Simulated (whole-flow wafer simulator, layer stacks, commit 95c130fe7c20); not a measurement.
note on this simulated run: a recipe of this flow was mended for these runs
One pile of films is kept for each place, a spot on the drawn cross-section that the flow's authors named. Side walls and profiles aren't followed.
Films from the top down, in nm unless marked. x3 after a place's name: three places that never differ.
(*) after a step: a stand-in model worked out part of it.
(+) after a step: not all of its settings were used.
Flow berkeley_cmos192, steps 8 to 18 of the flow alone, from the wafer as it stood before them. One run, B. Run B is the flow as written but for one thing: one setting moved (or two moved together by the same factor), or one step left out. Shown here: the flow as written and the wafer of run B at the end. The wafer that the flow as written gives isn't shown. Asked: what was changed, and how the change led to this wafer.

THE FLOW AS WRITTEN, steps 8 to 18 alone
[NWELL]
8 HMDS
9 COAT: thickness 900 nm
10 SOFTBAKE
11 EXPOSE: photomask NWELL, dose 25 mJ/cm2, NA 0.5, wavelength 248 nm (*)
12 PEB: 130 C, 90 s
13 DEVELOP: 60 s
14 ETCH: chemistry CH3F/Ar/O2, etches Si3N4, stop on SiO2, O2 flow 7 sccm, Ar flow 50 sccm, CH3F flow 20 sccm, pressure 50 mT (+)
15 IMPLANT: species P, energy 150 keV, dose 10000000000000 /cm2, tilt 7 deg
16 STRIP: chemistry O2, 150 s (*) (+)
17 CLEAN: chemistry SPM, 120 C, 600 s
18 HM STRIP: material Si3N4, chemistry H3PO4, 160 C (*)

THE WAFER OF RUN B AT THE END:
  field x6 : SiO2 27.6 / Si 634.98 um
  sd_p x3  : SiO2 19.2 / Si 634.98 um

The cause: step 18, HM STRIP: 149 C was run, where the flow has 160 C.

How the change led to this, step by step:
  18 HM STRIP: material Si3N4, chemistry H3PO4, 160 C (*)
      field x6: Si3N4 -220 (all of it), SiO2 -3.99 (as written it would be: Si3N4 -220 (all of it), SiO2 -12.9)
      sd_p x3: SiO2 -8.79 (as written it would be: SiO2 -20.3)
